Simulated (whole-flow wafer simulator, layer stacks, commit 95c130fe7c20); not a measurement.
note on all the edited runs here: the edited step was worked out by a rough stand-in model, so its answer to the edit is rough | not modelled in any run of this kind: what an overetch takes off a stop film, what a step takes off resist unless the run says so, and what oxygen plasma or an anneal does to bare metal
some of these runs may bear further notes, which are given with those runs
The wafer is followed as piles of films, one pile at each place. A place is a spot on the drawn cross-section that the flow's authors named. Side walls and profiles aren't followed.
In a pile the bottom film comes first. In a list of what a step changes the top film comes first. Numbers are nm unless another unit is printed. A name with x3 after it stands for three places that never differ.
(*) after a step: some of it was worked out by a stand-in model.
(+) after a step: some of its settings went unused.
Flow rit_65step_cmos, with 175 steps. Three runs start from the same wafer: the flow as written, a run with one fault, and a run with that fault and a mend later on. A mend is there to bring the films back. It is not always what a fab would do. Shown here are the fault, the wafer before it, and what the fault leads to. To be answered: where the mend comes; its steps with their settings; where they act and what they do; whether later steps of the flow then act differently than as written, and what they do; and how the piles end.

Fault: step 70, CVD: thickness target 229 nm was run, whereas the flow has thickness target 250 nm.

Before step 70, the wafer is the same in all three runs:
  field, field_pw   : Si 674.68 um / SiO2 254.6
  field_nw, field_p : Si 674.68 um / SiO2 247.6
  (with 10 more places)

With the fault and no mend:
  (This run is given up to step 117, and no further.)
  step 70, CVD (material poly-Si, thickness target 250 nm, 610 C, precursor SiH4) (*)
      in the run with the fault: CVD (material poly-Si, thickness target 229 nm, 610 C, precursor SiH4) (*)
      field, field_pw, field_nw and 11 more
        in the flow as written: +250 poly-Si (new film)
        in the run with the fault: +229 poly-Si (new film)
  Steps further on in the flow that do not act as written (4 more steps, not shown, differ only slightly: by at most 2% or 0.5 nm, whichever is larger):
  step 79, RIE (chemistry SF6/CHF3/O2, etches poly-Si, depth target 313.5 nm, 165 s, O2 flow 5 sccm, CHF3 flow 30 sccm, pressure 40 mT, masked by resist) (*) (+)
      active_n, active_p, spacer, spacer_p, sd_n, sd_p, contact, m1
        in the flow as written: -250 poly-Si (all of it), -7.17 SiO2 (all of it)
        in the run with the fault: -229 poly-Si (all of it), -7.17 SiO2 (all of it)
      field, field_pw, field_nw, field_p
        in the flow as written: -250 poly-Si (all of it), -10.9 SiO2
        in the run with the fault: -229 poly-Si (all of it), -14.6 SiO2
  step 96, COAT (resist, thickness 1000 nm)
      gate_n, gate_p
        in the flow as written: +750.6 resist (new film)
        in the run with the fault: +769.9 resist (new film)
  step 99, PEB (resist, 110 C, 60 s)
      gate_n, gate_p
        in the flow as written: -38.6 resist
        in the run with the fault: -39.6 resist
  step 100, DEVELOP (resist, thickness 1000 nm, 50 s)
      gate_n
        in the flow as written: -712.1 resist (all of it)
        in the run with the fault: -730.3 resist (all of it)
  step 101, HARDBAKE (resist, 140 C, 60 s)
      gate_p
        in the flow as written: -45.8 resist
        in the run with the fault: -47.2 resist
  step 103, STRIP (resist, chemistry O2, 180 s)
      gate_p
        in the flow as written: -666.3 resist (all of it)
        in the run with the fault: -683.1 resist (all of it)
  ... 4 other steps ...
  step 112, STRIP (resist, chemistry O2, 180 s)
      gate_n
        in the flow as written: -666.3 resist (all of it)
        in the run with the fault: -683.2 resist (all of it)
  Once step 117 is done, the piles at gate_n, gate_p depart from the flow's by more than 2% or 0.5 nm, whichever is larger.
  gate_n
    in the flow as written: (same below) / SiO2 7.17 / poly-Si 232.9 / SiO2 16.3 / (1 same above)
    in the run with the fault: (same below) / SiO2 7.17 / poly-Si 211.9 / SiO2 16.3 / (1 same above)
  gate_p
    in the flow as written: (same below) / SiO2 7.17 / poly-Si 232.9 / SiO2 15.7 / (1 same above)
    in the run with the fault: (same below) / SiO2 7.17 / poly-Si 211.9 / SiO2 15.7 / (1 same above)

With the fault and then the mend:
  The mend follows step 71.
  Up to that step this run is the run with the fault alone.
  step 71a, ETCH (chemistry tmah, depth target 263.3 nm)
      field, field_pw, field_nw and 11 more
        -229 poly-Si (all of it)
  step 71b, CLEAN (chemistry SC2, 75 C, 600 s) (the flow's step 66, run once more)
      does not change any film at any place that is followed
  step 71c, CVD (material poly-Si, thickness target 250 nm, 610 C, precursor SiH4) (*) (the flow's step 70, run once more)
      field, field_pw, field_nw and 11 more
        +250 poly-Si (new film)
  None of the later steps of the flow acts differently than as written at any place that is followed.
  At every place that both follow, the piles at the end match the flow's.
